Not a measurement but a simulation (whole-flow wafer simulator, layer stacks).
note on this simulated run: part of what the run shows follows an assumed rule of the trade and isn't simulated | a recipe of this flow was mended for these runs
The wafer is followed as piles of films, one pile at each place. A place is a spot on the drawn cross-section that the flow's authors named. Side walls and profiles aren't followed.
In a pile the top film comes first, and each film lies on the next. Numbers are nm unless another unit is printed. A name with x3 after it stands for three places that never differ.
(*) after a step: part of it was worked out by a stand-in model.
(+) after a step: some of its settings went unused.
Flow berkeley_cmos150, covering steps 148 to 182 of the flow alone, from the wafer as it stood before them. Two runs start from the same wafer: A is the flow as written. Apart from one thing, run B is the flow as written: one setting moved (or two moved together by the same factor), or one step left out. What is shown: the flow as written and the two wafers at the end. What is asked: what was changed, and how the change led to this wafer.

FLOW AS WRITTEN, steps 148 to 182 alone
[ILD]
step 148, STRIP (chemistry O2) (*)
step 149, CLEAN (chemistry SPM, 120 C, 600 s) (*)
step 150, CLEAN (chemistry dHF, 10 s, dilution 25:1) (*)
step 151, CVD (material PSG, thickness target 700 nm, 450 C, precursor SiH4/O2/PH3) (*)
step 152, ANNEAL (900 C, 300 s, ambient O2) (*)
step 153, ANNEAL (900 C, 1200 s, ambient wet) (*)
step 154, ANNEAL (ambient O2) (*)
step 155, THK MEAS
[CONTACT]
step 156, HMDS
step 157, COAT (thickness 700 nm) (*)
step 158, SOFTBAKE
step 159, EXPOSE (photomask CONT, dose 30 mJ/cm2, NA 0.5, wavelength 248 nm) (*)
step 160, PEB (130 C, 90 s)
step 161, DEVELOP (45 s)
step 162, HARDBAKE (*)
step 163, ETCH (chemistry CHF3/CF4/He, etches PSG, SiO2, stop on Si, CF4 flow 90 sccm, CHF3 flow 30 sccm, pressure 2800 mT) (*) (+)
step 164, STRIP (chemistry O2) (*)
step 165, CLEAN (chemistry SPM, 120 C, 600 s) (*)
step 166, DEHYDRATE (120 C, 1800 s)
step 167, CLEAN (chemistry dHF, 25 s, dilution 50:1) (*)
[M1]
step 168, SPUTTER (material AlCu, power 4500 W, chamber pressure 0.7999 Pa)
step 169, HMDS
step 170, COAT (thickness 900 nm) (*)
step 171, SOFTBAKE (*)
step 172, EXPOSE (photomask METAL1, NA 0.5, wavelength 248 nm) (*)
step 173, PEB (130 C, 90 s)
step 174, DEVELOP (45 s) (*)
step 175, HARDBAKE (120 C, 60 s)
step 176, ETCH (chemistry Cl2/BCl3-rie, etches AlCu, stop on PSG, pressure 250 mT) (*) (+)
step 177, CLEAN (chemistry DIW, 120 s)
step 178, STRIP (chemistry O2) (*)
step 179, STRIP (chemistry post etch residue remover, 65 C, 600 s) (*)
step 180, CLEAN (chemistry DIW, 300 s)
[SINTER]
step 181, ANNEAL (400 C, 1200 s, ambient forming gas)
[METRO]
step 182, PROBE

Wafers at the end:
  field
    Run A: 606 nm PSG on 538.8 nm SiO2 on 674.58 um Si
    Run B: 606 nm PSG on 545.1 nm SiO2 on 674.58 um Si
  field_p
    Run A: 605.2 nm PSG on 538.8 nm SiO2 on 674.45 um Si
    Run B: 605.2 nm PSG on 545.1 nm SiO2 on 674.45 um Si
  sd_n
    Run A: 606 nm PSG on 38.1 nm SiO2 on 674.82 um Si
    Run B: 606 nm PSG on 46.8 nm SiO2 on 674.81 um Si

The reason: step 153, ANNEAL: 1665 s was run, though the flow has 1200 s.

The path from the change to this, step by step:
  step 153, ANNEAL (900 C, 1200 s, ambient wet) (*)
      sd_n, contact, m1: A PSG loses 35, SiO2 gains 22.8, Si loses 10 | B PSG loses 35, SiO2 gains 31.5, Si loses 13.8
      field, field_p: A PSG loses 35, SiO2 gains 16.3, Si loses 7.15 | B PSG loses 35, SiO2 gains 22.5, Si loses 9.91
      (and at 3 other places as well)
  step 163, ETCH (chemistry CHF3/CF4/He, etches PSG, SiO2, stop on Si, CF4 flow 90 sccm, CHF3 flow 30 sccm, pressure 2800 mT) (*) (+)
      contact: A PSG loses 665 (all of it), SiO2 loses 38.1 (all of it), Si loses 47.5 | B PSG loses 665 (all of it), SiO2 loses 46.8 (all of it), Si loses 47.5
